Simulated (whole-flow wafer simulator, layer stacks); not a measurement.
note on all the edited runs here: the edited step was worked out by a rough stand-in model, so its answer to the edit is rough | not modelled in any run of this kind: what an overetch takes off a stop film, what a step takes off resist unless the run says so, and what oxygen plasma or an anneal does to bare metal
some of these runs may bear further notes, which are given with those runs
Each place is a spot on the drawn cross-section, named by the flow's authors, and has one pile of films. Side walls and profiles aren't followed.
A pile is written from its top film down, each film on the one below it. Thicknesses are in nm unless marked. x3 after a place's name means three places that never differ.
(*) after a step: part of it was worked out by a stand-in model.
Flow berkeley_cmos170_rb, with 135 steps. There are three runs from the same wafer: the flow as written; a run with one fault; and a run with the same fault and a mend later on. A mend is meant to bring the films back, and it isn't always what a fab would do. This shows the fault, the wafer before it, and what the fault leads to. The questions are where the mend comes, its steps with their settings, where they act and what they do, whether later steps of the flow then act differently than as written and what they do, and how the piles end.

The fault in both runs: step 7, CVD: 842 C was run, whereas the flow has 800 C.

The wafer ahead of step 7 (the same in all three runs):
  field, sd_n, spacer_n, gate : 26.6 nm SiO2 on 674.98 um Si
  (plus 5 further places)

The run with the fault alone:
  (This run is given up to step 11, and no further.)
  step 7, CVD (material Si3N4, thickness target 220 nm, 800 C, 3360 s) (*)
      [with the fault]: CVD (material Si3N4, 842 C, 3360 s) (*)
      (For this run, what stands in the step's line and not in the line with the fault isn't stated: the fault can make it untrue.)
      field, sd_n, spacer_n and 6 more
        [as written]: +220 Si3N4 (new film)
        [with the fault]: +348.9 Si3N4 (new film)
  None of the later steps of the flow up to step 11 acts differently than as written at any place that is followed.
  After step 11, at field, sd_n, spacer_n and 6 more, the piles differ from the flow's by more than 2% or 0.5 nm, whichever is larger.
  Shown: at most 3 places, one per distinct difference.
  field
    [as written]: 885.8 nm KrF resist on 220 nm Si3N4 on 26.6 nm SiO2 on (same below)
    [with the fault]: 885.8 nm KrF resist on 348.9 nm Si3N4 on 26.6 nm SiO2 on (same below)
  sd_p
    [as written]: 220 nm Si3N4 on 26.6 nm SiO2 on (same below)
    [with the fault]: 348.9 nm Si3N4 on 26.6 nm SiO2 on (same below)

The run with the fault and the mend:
  The mend stands after step 7.
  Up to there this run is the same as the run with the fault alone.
  step 7a, ETCH (chemistry h3po4, depth target 401.6 nm)
      field, sd_n, spacer_n and 6 more
        -348.9 Si3N4 (all of it)
  step 7b, CLEAN (*) (the flow's step 1, run once more)
      does not change any film at any place that is followed
  step 7c, CVD (material Si3N4, thickness target 220 nm, 800 C, 3360 s) (*) (the flow's step 7, run once more)
      field, sd_n, spacer_n and 6 more
        +220 Si3N4 (new film)
  None of the later steps of the flow acts differently than as written at any place that is followed.
  By the end, the piles equal the flow's at every place that both follow.
